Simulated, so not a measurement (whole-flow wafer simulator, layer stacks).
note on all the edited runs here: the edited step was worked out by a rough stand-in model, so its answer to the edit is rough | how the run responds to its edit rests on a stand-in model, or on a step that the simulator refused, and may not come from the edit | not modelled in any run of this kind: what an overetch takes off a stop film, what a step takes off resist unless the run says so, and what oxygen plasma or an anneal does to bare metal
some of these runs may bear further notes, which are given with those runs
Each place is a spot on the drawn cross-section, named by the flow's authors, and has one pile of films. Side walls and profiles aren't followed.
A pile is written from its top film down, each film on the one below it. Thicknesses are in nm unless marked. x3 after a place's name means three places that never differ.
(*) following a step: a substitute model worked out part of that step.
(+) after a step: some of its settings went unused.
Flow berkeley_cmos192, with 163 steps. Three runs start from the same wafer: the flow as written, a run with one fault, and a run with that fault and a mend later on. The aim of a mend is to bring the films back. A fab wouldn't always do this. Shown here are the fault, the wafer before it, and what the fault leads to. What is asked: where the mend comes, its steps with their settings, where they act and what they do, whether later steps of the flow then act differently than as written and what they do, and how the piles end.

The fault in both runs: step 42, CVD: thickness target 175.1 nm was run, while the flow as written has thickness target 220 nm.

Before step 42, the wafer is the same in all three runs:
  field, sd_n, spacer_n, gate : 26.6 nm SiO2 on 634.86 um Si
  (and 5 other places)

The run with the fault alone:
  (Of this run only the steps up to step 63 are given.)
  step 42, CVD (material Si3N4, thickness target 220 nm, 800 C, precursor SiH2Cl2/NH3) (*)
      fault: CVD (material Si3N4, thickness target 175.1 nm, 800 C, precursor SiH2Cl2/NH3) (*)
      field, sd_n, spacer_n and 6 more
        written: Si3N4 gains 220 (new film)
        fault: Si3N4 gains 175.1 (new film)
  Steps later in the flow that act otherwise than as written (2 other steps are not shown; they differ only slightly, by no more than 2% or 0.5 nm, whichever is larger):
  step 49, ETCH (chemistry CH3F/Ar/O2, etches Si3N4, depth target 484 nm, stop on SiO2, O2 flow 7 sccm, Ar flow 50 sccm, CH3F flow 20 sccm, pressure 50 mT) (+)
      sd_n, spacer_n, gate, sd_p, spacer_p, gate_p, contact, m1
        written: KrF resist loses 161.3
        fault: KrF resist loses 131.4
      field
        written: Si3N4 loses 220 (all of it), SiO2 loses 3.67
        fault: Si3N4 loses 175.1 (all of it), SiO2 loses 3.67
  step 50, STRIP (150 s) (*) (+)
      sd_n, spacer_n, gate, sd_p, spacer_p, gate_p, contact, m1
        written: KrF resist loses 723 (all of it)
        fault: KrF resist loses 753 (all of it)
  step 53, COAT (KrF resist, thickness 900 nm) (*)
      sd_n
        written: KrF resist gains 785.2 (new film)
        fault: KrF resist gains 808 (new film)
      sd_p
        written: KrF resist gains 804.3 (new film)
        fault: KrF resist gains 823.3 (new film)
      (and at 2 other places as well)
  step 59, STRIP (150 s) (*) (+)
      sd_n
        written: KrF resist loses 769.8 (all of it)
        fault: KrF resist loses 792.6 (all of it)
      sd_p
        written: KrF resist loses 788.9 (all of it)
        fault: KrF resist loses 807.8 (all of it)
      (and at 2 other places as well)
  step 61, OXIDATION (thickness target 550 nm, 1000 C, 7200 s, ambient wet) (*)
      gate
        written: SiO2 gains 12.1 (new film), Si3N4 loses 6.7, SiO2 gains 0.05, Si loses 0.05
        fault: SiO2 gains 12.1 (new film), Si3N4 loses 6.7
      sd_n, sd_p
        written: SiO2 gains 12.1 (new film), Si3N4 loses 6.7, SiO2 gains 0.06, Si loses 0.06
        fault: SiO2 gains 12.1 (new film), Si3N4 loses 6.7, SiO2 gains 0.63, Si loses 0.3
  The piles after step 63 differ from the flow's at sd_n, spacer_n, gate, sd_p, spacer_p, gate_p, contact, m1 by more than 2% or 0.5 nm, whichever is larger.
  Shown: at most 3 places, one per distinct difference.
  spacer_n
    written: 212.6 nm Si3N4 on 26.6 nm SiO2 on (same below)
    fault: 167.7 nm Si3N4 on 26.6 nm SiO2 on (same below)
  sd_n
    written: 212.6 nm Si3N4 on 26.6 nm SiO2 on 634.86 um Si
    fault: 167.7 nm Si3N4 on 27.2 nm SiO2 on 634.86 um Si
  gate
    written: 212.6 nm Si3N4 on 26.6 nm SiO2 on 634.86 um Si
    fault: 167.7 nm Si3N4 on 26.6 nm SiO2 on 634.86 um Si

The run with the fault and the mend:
  The mend follows step 48.
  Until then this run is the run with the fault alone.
  step 48a, STRIP (150 s) (*) (+)
      sd_n, spacer_n, gate, sd_p, spacer_p, gate_p, contact, m1
        KrF resist loses 884.4 (all of it)
  step 48b, CLEAN (chemistry SPM) (the flow's step 34 again)
      does not change any film at any place that is followed
  step 48c, CVD (material Si3N4, thickness target 44.88 nm, 800 C, precursor SiH2Cl2/NH3) (*) (the flow's step 42 again, with other settings)
      field, sd_n, spacer_n and 6 more
        Si3N4 gains 44.9
  step 48d, HMDS (the flow's step 43 again)
      does not change any film at any place that is followed
  step 48e, COAT (KrF resist, thickness 900 nm) (the flow's step 44 again)
      field, sd_n, spacer_n and 6 more
        KrF resist gains 900 (new film)
  step 48f, SOFTBAKE (KrF resist) (the flow's step 45 again)
      does not change any film at any place that is followed
  step 48g, EXPOSE (photomask ACTIVE, dose 18 mJ/cm2, NA 0.5, wavelength 248 nm) (*) (the flow's step 46 again)
      does not change any film at any place that is followed
  step 48h, PEB (KrF resist, 130 C, 60 s) (the flow's step 47 again)
      field, sd_n, spacer_n and 6 more
        KrF resist loses 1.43
  step 48i, DEVELOP (KrF resist, thickness 900 nm, developer developer-D-0.26N, 45 s) (the flow's step 48 again)
      sd_n, spacer_n, gate, sd_p, spacer_p, gate_p, contact, m1
        KrF resist loses 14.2
      field
        KrF resist loses 898.6 (all of it)
  Later steps of the flow that are run all act as written at every place that is followed, up to a difference of at most 2% or 0.5 nm, whichever is larger.
  By the end, the piles equal the flow's at every place that both follow.
